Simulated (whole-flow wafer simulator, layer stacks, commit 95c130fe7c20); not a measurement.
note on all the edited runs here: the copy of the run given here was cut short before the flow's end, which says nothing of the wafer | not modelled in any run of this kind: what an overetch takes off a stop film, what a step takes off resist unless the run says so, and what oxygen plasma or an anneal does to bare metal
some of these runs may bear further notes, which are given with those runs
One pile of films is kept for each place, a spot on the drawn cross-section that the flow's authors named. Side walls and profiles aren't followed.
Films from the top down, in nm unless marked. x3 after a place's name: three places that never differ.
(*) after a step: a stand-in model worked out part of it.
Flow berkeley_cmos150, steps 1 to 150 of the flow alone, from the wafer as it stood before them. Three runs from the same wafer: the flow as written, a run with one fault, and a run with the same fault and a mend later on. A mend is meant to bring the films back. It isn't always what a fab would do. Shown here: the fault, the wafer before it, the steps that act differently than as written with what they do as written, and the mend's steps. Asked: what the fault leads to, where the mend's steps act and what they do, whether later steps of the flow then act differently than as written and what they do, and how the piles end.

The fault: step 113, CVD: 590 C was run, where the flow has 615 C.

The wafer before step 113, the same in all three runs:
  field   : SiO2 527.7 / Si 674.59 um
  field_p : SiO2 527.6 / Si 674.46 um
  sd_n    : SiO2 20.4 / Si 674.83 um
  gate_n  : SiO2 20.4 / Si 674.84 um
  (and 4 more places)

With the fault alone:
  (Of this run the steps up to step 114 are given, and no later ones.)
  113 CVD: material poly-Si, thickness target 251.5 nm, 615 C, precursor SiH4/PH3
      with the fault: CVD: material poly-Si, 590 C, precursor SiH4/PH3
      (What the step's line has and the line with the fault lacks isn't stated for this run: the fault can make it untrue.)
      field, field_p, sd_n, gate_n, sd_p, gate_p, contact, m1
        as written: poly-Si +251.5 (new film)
        with the fault: poly-Si +138.9 (new film)
  No later step of the flow up to step 114 acts differently than as written at any place that is followed.
  After step 114 the piles differ from the flow's by more than 2% or 0.5 nm, whichever is larger, at field, field_p, sd_n, gate_n, sd_p, gate_p, contact, m1.
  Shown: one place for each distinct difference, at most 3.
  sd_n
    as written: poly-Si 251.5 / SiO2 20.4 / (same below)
    with the fault: poly-Si 138.9 / SiO2 20.4 / (same below)
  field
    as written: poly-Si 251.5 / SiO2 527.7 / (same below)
    with the fault: poly-Si 138.9 / SiO2 527.7 / (same below)
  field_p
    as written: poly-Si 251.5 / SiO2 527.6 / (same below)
    with the fault: poly-Si 138.9 / SiO2 527.6 / (same below)

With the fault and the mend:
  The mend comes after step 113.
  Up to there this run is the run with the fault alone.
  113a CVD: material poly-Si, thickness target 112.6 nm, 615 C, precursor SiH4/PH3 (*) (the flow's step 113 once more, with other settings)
      field, field_p, sd_n, gate_n, sd_p, gate_p, contact, m1
        poly-Si +112.6
  No later step of the flow acts differently than as written, at any place that is followed, by more than 2% or 0.5 nm, whichever is larger.
  At the end the piles differ from the flow's only slightly at the places that both follow, by at most 2% or 0.5 nm, whichever is larger.
